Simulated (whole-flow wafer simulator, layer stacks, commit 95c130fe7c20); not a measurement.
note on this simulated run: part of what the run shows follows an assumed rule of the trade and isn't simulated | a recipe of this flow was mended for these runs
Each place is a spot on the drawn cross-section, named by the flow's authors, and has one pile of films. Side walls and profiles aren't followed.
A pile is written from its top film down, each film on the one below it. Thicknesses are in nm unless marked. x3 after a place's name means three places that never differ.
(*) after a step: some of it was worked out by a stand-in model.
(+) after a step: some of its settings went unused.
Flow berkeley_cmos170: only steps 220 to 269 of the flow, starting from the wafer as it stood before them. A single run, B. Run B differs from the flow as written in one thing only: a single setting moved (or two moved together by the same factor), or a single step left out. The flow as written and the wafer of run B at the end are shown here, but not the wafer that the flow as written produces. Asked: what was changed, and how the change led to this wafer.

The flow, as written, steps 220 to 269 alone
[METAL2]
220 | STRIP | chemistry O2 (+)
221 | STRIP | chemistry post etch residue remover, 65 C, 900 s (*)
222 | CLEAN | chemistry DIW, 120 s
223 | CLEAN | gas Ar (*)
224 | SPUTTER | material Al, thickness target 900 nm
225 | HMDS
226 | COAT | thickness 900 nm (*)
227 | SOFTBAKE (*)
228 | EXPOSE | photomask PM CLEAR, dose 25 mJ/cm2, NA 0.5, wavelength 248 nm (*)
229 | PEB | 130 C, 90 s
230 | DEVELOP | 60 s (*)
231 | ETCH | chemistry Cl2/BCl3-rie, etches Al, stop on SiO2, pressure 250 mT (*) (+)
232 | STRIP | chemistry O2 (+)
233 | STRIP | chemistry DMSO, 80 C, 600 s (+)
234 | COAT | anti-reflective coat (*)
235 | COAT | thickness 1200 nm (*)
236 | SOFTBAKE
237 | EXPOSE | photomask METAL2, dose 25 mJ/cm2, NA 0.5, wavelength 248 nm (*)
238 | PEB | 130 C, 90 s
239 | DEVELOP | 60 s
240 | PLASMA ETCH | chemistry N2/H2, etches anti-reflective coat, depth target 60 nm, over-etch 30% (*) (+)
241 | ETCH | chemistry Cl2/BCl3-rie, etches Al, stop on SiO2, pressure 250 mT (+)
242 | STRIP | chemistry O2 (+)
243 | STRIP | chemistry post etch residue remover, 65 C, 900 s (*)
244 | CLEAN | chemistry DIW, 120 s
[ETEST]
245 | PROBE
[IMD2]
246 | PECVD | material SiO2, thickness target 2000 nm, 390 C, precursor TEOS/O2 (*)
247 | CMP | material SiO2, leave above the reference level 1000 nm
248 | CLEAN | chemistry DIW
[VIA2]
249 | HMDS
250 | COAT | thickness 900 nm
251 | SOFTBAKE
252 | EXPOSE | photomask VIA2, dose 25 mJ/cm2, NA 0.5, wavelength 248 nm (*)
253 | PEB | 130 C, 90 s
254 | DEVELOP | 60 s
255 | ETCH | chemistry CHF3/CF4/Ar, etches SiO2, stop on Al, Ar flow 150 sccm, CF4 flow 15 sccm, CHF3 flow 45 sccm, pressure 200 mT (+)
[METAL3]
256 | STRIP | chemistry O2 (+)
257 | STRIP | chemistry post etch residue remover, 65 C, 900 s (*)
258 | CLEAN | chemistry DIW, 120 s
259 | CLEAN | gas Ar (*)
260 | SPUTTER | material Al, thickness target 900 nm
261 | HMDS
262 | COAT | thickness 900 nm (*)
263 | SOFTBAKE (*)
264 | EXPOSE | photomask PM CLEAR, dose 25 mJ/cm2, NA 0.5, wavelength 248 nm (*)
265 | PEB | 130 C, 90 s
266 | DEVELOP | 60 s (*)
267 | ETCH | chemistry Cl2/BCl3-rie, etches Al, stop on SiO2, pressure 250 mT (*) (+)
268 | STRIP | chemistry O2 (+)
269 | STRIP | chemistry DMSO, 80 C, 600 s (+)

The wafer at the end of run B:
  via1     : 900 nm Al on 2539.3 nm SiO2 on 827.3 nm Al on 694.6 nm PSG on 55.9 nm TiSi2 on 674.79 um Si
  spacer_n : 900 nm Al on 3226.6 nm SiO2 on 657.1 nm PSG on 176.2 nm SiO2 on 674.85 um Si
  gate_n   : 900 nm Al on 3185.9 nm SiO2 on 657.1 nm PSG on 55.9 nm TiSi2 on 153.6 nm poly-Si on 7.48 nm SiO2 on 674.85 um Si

The reason: step 224, SPUTTER: thickness target 783 nm was run, while the flow as written has thickness target 900 nm.

How this came from the change, step by step:
  224 | SPUTTER | material Al, thickness target 900 nm
      field, mark, sd_n and 9 more: Al gains 783 (new film) (it would be, as written: Al gains 900 (new film))
      via1: Al gains 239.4 (it would be, as written: Al gains 259.4)
  226 | COAT | thickness 900 nm (*)
      via1: KrF-resist gains 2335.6 (new film) (it would be, as written: KrF-resist gains 2428.6 (new film))
  229 | PEB | 130 C, 90 s
      via1: KrF-resist loses 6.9 (it would be, as written: KrF-resist loses 7.55)
  231 | ETCH | chemistry Cl2/BCl3-rie, etches Al, stop on SiO2, pressure 250 mT (*) (+)
      field, sd_n, spacer_n and 9 more: KrF-resist loses 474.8 (it would be, as written: KrF-resist loses 533.3)
      mark: Al loses 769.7 (all of it), SiO2 loses 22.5 (it would be, as written: Al loses 886.7 (all of it), SiO2 loses 22.5)
  232 | STRIP | chemistry O2 (+)
      field, spacer_n, gate_n: KrF-resist loses 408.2 (all of it) (it would be, as written: KrF-resist loses 349.7 (all of it))
      sd_n: KrF-resist loses 405.6 (all of it) (it would be, as written: KrF-resist loses 347 (all of it))
      (also at 7 further places)
  234 | COAT | anti-reflective coat (*)
      via1: anti-reflective coat gains 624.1 (new film) (it would be, as written: anti-reflective coat gains 671.1 (new film))
  235 | COAT | thickness 1200 nm (*)
      via1: KrF-resist gains 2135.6 (new film) (it would be, as written: KrF-resist gains 2189 (new film))
  241 | ETCH | chemistry Cl2/BCl3-rie, etches Al, stop on SiO2, pressure 250 mT (+)
      field, sd_n, spacer_n, gate_n, sd_p, spacer_p, gate_p: Al loses 783 (all of it), SiO2 loses 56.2 (it would be, as written: Al loses 900 (all of it), SiO2 loses 56.2)
      contact, m1, via1, m2, via2: KrF-resist loses 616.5 (it would be, as written: KrF-resist loses 675)
      (also at 1 further place)
  242 | STRIP | chemistry O2 (+)
      contact: KrF-resist loses 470 (all of it), anti-reflective coat loses 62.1 (all of it) (it would be, as written: KrF-resist loses 412 (all of it), anti-reflective coat loses 62.1 (all of it))
      m1: KrF-resist loses 488.9 (all of it), anti-reflective coat loses 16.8 (all of it) (it would be, as written: KrF-resist loses 433.1 (all of it), anti-reflective coat loses 16.6 (all of it))
      (also at 3 further places)
  246 | PECVD | material SiO2, thickness target 2000 nm, 390 C, precursor TEOS/O2 (*)
      via1: SiO2 gains 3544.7 (new film) (it would be, as written: SiO2 gains 3103.6 (new film), void gains 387 (new film), SiO2 gains 151 (new film))
  247 | CMP | material SiO2, leave above the reference level 1000 nm
      mark: SiO2 loses 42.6 (it would be, as written: nothing)
      field, sd_n, spacer_n, gate_n, sd_p, spacer_p, gate_p: SiO2 loses 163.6 (it would be, as written: SiO2 loses 46.6)
